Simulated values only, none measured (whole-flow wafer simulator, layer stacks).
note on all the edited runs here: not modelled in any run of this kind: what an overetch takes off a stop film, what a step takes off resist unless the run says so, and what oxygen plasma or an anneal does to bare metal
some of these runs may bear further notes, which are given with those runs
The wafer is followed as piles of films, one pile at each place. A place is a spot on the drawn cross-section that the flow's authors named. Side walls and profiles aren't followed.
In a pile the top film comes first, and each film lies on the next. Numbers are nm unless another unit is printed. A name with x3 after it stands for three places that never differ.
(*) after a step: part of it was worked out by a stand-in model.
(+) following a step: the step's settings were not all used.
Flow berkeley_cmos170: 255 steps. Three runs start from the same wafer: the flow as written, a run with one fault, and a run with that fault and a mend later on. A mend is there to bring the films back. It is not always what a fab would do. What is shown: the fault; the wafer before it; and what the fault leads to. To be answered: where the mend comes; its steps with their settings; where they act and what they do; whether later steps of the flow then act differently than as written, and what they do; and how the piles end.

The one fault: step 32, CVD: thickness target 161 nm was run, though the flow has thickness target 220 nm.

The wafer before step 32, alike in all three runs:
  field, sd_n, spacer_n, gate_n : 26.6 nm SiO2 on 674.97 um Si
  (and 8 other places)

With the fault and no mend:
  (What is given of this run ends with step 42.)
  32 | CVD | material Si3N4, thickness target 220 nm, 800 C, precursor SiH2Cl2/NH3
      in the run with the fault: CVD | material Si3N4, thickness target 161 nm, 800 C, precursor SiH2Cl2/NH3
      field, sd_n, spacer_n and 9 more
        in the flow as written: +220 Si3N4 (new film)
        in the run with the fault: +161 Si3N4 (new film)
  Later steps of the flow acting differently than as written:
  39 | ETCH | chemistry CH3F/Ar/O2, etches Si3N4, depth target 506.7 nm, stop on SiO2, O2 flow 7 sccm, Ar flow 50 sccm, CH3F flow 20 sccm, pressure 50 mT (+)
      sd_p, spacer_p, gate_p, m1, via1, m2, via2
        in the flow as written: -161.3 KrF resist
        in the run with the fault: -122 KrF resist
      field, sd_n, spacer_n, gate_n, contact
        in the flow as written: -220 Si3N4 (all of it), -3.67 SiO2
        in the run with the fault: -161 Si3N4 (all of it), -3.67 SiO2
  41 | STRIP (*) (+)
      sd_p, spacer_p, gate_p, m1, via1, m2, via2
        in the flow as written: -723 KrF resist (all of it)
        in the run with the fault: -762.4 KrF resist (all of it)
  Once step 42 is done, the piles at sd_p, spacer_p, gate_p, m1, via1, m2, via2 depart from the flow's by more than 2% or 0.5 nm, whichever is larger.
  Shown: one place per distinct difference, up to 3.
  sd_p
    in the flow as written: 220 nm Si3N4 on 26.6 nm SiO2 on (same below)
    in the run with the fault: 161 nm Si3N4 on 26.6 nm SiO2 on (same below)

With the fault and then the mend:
  After step 32 comes the mend.
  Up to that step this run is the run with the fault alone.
  32a | CVD | material Si3N4, thickness target 59 nm, 800 C, precursor SiH2Cl2/NH3 (the flow's step 32 again, with other settings)
      field, sd_n, spacer_n and 9 more
        +59 Si3N4
  Every later step of the flow that is run acts as written at every place that is followed.
  By the end, the piles equal the flow's at every place that both follow.
